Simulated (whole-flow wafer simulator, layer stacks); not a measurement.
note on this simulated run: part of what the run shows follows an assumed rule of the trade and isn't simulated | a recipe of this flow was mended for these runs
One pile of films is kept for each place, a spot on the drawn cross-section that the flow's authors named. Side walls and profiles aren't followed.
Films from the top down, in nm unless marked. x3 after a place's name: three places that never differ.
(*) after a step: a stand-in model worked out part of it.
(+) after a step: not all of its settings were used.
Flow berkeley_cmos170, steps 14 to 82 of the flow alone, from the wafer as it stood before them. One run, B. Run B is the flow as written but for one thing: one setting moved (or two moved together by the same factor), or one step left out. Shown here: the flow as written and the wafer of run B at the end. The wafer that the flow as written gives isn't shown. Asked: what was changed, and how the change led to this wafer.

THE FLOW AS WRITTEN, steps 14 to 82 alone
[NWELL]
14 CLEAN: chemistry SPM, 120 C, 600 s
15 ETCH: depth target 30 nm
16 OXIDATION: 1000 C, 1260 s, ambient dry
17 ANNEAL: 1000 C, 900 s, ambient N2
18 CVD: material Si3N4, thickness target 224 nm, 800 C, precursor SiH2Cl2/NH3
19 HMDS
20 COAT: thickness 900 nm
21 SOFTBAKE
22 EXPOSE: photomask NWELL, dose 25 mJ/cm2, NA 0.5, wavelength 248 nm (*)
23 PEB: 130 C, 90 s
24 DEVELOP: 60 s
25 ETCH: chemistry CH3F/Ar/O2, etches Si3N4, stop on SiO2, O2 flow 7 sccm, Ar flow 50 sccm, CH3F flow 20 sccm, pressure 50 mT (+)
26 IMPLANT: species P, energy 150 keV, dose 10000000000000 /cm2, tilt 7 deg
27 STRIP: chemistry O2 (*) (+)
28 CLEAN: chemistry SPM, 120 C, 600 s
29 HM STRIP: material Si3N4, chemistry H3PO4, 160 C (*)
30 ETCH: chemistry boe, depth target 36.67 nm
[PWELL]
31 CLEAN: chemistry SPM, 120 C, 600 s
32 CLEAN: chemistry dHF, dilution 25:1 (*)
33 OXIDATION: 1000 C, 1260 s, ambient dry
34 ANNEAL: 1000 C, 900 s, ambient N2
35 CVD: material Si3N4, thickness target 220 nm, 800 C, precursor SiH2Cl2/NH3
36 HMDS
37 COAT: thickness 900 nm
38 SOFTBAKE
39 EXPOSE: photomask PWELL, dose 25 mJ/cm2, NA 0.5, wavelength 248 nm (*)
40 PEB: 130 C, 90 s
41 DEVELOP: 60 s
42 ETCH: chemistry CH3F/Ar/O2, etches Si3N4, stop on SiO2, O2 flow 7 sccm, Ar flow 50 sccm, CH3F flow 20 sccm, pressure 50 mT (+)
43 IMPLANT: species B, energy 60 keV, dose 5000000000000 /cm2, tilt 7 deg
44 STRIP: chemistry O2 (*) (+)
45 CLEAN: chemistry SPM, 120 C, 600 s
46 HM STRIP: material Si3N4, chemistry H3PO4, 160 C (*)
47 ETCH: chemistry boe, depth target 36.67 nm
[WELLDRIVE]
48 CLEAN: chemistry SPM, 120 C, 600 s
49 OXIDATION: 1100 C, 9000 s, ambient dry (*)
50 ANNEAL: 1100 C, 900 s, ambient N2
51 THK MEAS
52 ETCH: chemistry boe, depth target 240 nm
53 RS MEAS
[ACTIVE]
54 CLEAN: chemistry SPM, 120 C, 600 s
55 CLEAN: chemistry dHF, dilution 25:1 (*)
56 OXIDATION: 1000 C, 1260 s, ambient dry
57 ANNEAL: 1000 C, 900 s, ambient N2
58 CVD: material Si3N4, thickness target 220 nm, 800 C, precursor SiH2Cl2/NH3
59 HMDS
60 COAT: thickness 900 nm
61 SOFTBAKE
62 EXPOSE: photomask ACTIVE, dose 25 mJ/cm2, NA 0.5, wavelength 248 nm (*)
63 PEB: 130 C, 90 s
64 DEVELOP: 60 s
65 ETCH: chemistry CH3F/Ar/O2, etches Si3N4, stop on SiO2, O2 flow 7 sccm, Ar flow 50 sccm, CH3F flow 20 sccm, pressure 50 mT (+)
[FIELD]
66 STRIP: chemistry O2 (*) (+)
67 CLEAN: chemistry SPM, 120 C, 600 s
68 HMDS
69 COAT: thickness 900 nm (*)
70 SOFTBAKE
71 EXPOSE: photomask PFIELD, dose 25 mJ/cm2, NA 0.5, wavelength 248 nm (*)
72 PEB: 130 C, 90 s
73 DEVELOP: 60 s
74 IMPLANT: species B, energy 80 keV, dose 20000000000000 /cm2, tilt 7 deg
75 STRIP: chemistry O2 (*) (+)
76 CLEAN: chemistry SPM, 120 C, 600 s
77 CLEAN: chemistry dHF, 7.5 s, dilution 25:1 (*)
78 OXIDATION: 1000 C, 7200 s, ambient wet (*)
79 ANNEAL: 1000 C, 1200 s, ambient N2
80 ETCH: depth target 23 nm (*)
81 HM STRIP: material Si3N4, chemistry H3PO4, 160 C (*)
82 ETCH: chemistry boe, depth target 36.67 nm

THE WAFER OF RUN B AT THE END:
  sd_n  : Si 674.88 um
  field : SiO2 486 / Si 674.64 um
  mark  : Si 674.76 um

The cause: step 29, HM STRIP: material Si3N4, chemistry H3PO4, 160 C (*), was left out.

How the change led to this, step by step:
  30 ETCH: chemistry boe, depth target 36.67 nm
      field, mark, sd_n and 7 more: Si3N4 -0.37 (as written it would be: SiO2 -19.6 (all of it))
      sd_p, spacer_p, gate_p: SiO2 -22.8 (all of it) (as written it would be: SiO2 -8.58 (all of it))
  31 CLEAN: chemistry SPM, 120 C, 600 s
      field, mark, sd_n and 7 more: nothing (as written it would be: chemical SiO2 +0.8 (new film), Si -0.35)
  32 CLEAN: chemistry dHF, dilution 25:1 (*)
      field, mark, sd_n and 7 more: Si3N4 -0.37 (as written it would be: chemical SiO2 -0.8 (all of it))
  33 OXIDATION: 1000 C, 1260 s, ambient dry
      field, mark, sd_n and 7 more: nothing (as written it would be: SiO2 +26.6 (new film), Si -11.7)
  35 CVD: material Si3N4, thickness target 220 nm, 800 C, precursor SiH2Cl2/NH3
      field, mark, sd_n and 7 more: Si3N4 +220 (as written it would be: Si3N4 +220 (new film))
  37 COAT: thickness 900 nm
      sd_n: KrF-resist +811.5 (new film) (as written it would be: KrF-resist +900 (new film))
      sd_p: KrF-resist +1027.9 (new film) (as written it would be: KrF-resist +900 (new film))
      (and at 2 more places)
  41 DEVELOP: 60 s
      sd_n: KrF-resist -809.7 (all of it) (as written it would be: KrF-resist -898 (all of it))
  42 ETCH: chemistry CH3F/Ar/O2, etches Si3N4, stop on SiO2, O2 flow 7 sccm, Ar flow 50 sccm, CH3F flow 20 sccm, pressure 50 mT (+)
      field, mark, sd_n and 7 more: Si3N4 -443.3 (all of it), SiO2 -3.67 (as written it would be: Si3N4 -220 (all of it), SiO2 -3.67)
      sd_p, spacer_p, gate_p: KrF-resist -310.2 (as written it would be: KrF-resist -161.3)
  44 STRIP: chemistry O2 (*) (+)
      sd_p: KrF-resist -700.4 (all of it) (as written it would be: KrF-resist -721.7 (all of it))
      spacer_p: KrF-resist -668.4 (all of it) (as written it would be: KrF-resist -721.7 (all of it))
      (and at 1 more place)
  78 OXIDATION: 1000 C, 7200 s, ambient wet (*)
      sd_p: SiO2 +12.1 (new film), Si3N4 -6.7 (as written it would be: SiO2 +12.1 (new film), Si3N4 -6.7, SiO2 +0.07, Si -0.07)
